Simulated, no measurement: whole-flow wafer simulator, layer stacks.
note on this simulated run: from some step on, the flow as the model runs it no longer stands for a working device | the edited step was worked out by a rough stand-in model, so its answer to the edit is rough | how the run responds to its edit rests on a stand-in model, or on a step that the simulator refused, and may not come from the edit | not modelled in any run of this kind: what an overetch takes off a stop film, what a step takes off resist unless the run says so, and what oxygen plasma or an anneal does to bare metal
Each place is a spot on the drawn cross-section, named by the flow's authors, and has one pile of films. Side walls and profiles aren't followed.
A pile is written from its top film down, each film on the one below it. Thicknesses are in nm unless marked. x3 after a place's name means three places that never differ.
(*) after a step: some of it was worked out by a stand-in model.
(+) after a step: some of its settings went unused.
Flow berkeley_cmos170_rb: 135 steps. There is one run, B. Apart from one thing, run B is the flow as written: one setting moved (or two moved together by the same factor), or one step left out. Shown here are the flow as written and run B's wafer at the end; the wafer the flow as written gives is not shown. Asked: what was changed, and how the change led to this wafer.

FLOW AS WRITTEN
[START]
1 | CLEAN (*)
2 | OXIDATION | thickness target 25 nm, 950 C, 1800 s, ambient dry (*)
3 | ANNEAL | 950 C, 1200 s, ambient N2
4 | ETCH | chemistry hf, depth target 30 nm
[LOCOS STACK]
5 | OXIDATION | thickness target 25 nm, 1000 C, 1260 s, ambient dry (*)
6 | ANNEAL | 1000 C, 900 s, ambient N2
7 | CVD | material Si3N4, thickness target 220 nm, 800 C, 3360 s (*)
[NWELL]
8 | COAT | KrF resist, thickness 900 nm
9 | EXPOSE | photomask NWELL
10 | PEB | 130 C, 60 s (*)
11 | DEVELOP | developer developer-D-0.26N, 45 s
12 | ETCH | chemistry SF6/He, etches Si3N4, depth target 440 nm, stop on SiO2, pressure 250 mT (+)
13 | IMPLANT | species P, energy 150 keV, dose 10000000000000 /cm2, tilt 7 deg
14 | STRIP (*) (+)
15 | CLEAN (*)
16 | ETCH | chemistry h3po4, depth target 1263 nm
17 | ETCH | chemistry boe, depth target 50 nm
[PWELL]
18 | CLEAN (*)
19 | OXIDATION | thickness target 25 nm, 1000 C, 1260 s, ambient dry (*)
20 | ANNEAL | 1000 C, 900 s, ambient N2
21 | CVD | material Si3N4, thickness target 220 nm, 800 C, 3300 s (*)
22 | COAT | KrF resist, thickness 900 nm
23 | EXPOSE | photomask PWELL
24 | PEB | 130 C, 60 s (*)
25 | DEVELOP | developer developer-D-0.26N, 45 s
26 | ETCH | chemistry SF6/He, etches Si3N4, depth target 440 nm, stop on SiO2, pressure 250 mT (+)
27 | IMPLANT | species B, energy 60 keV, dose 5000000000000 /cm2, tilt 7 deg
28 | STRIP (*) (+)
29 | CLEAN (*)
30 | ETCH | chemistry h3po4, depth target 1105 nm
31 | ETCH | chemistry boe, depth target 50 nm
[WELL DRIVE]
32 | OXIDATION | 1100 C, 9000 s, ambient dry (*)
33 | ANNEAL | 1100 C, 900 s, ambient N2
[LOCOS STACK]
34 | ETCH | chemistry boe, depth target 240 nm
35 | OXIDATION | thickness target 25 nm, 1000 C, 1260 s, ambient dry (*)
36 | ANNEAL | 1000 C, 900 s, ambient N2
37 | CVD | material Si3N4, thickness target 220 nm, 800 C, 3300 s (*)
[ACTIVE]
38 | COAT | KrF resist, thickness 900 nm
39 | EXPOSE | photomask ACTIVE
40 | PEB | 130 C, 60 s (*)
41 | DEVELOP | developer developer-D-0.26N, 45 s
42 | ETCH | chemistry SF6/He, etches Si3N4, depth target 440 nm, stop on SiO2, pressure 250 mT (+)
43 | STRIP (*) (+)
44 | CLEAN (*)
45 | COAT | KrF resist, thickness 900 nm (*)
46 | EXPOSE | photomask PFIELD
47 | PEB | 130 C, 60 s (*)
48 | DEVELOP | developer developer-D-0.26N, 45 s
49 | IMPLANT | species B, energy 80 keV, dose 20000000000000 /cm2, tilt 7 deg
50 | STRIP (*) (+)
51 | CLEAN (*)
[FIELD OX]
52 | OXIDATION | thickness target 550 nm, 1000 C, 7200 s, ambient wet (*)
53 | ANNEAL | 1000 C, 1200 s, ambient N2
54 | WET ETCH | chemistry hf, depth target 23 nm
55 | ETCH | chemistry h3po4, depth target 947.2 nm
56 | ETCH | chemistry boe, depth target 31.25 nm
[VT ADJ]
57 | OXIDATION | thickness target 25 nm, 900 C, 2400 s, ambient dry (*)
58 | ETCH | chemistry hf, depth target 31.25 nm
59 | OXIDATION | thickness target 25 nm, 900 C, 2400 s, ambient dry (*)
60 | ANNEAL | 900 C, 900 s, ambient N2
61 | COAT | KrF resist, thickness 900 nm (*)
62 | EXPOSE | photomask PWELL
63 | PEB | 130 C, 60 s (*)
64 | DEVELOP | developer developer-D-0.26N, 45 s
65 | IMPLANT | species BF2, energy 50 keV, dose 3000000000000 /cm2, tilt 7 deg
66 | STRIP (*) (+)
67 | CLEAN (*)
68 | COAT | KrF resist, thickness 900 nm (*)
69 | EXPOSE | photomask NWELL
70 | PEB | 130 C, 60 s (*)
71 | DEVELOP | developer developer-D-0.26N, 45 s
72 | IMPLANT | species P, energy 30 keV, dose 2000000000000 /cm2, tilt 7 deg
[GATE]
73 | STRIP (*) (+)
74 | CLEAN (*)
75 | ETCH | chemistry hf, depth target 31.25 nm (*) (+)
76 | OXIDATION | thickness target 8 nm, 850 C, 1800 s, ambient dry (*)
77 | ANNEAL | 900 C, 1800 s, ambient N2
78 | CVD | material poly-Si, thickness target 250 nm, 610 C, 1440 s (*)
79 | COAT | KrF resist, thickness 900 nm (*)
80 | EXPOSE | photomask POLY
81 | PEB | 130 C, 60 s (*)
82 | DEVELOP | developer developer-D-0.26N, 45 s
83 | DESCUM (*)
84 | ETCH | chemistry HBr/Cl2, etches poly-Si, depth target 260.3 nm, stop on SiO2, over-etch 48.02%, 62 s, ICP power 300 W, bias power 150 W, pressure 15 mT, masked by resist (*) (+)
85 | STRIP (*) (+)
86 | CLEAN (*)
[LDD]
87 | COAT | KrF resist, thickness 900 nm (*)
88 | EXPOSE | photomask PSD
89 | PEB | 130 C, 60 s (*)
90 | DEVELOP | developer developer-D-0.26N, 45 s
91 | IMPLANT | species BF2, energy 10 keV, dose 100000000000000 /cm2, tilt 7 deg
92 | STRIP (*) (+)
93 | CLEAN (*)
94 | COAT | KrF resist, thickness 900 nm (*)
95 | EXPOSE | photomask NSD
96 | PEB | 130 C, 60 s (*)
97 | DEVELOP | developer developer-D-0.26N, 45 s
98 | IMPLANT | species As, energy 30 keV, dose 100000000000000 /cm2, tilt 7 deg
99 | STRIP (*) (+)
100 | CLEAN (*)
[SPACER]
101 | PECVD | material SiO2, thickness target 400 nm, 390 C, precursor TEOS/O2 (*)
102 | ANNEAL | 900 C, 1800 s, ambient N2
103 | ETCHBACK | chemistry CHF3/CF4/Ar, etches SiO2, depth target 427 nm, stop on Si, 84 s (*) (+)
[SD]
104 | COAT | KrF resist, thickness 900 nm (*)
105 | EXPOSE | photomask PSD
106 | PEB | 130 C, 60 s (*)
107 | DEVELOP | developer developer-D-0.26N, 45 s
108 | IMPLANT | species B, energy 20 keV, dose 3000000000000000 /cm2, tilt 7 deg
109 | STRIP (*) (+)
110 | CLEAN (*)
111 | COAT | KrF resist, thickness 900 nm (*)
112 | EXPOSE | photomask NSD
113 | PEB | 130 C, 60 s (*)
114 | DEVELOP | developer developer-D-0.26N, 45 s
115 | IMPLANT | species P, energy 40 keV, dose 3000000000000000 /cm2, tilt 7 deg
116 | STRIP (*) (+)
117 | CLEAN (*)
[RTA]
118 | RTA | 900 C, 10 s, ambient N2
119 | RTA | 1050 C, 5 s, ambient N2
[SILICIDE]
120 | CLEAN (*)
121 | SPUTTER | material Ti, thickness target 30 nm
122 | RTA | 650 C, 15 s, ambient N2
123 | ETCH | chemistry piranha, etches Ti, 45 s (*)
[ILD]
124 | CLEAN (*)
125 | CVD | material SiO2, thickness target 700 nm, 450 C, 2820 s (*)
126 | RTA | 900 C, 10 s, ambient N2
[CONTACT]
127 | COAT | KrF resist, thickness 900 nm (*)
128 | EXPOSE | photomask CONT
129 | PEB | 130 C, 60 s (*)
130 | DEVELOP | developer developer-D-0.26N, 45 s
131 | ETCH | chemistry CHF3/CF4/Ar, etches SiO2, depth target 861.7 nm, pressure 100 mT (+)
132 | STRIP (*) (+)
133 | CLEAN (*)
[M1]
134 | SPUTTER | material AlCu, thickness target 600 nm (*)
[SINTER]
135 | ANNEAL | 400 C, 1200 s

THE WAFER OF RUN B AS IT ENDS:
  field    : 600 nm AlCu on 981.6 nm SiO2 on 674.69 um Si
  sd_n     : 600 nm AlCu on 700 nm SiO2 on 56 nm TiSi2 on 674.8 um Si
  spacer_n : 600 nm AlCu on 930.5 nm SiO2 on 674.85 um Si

What caused this: step 52, OXIDATION: 950 C was run, while the flow as written has 1000 C.

Step by step, how the change led to this:
  52 | OXIDATION | thickness target 550 nm, 1000 C, 7200 s, ambient wet (*)
      gate: +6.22 SiO2 (new film), -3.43 Si3N4 (as written it would have been: +12.9 SiO2 (new film), -7.1 Si3N4, +0.08 SiO2, -0.08 Si)
      spacer_n, spacer_p, gate_p, contact: +6.22 SiO2 (new film), -3.43 Si3N4 (as written it would have been: +12.9 SiO2 (new film), -7.1 Si3N4)
      (also at 4 further places)
  54 | WET ETCH | chemistry hf, depth target 23 nm
      sd_n, spacer_n, gate, sd_p, spacer_p, gate_p, contact, m1: -6.22 SiO2 (all of it) (as written it would have been: -12.9 SiO2 (all of it))
  56 | ETCH | chemistry boe, depth target 31.25 nm
      sd_n: -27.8 SiO2 (all of it) (as written it would have been: -28.8 SiO2 (all of it))
      m1: -29.2 SiO2 (all of it) (as written it would have been: -31.5 SiO2 (all of it))
  57 | OXIDATION | thickness target 25 nm, 900 C, 2400 s, ambient dry (*)
      field: +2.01 SiO2, -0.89 Si (as written it would have been: +1.48 SiO2, -0.65 Si)
  59 | OXIDATION | thickness target 25 nm, 900 C, 2400 s, ambient dry (*)
      field: +2.14 SiO2, -0.94 Si (as written it would have been: +1.55 SiO2, -0.68 Si)
  61 | COAT | KrF resist, thickness 900 nm (*)
      field: +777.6 KrF resist (new film) (as written it would have been: +705.7 KrF resist (new film))
      sd_n: +934.9 KrF resist (new film) (as written it would have been: +957.5 KrF resist (new film))
      (also at 1 further place)
  64 | DEVELOP | developer developer-D-0.26N, 45 s
      field: -777.6 KrF resist (all of it) (as written it would have been: -705.7 KrF resist (all of it))
      sd_n: -934.9 KrF resist (all of it) (as written it would have been: -957.5 KrF resist (all of it))
  66 | STRIP (*) (+)
      m1: -916.7 KrF resist (all of it) (as written it would have been: -936.1 KrF resist (all of it))
  68 | COAT | KrF resist, thickness 900 nm (*)
      field: +777.6 KrF resist (new film) (as written it would have been: +705.7 KrF resist (new film))
      sd_n: +934.9 KrF resist (new film) (as written it would have been: +957.5 KrF resist (new film))
      (also at 1 further place)
  73 | STRIP (*) (+)
      field: -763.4 KrF resist (all of it) (as written it would have been: -691.4 KrF resist (all of it))
      sd_n: -920.7 KrF resist (all of it) (as written it would have been: -943.2 KrF resist (all of it))
      (also at 1 further place)
  79 | COAT | KrF resist, thickness 900 nm (*)
      spacer_n, spacer_p, gate_p: +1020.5 KrF resist (new film) (as written it would have been: +1122.5 KrF resist (new film))
      gate: +1020.5 KrF resist (new film) (as written it would have been: +1122.6 KrF resist (new film))
      (also at 2 further places)
  82 | DEVELOP | developer developer-D-0.26N, 45 s
      spacer_n, spacer_p: -1020.5 KrF resist (all of it) (as written it would have been: -1122.5 KrF resist (all of it))
      contact: -927.4 KrF resist (all of it) (as written it would have been: -948.3 KrF resist (all of it))
      (also at 1 further place)
  85 | STRIP (*) (+)
      gate: -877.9 KrF resist (all of it) (as written it would have been: -980 KrF resist (all of it))
      gate_p: -877.9 KrF resist (all of it) (as written it would have been: -979.9 KrF resist (all of it))
  87 | COAT | KrF resist, thickness 900 nm (*)
      field: +799 KrF resist (new film) (as written it would have been: +730.1 KrF resist (new film))
      sd_n: +935.8 KrF resist (new film) (as written it would have been: +962.1 KrF resist (new film))
      (also at 1 further place)
  92 | STRIP (*) (+)
      field: -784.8 KrF resist (all of it) (as written it would have been: -715.9 KrF resist (all of it))
      sd_n: -921.6 KrF resist (all of it) (as written it would have been: -947.9 KrF resist (all of it))
      (also at 1 further place)
  94 | COAT | KrF resist, thickness 900 nm (*)
      field: +799 KrF resist (new film) (as written it would have been: +730.1 KrF resist (new film))
      sd_n: +935.8 KrF resist (new film) (as written it would have been: +962.1 KrF resist (new film))
      (also at 1 further place)
  ... another 15 steps ...
  134 | SPUTTER | material AlCu, thickness target 600 nm (*)
      sd_p: +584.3 AlCu (new film) (as written it would have been: +545.9 AlCu (new film))
